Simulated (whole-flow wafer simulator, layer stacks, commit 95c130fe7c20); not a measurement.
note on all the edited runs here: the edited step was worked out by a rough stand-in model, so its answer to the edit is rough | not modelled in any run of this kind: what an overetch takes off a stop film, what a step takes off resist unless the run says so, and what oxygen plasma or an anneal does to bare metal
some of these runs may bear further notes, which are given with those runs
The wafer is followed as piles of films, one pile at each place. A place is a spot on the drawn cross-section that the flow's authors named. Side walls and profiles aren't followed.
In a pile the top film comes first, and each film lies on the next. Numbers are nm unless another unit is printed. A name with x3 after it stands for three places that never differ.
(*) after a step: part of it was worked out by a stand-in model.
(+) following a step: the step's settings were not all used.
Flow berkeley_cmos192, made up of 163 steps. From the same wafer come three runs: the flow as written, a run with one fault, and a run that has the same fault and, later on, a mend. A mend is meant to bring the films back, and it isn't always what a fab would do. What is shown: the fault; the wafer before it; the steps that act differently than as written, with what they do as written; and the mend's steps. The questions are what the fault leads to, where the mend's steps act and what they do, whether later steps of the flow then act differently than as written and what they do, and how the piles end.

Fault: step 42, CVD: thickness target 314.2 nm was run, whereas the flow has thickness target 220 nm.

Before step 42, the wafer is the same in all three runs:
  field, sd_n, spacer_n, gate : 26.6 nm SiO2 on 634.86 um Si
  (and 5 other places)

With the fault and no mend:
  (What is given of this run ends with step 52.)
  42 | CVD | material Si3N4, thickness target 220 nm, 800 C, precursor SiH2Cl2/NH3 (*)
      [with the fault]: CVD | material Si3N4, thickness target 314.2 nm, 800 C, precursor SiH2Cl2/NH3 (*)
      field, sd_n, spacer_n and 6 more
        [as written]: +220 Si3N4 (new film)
        [with the fault]: +314.2 Si3N4 (new film)
  Steps further on in the flow that do not act as written:
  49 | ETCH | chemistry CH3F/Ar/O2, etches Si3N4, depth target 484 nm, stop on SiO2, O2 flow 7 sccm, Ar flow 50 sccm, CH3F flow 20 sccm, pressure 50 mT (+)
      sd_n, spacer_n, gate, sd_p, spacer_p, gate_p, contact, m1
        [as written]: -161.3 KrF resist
        [with the fault]: -224.1 KrF resist
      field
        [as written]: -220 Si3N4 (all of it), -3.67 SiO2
        [with the fault]: -314.2 Si3N4 (all of it), -3.67 SiO2
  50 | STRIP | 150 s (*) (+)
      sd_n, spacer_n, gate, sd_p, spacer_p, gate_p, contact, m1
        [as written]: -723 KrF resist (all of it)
        [with the fault]: -660.2 KrF resist (all of it)
  After step 52, at sd_n, spacer_n, gate, sd_p, spacer_p, gate_p, contact, m1, the piles differ from the flow's by more than 2% or 0.5 nm, whichever is larger.
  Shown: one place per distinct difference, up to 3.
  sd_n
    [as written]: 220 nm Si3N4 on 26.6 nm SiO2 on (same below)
    [with the fault]: 314.2 nm Si3N4 on 26.6 nm SiO2 on (same below)

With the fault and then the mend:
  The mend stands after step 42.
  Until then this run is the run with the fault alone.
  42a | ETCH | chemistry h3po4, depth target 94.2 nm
      field, sd_n, spacer_n and 6 more
        -94.2 Si3N4
  Later steps of the flow that are run all act as written at every place that is followed.
  At every place that both follow, the piles at the end match the flow's.
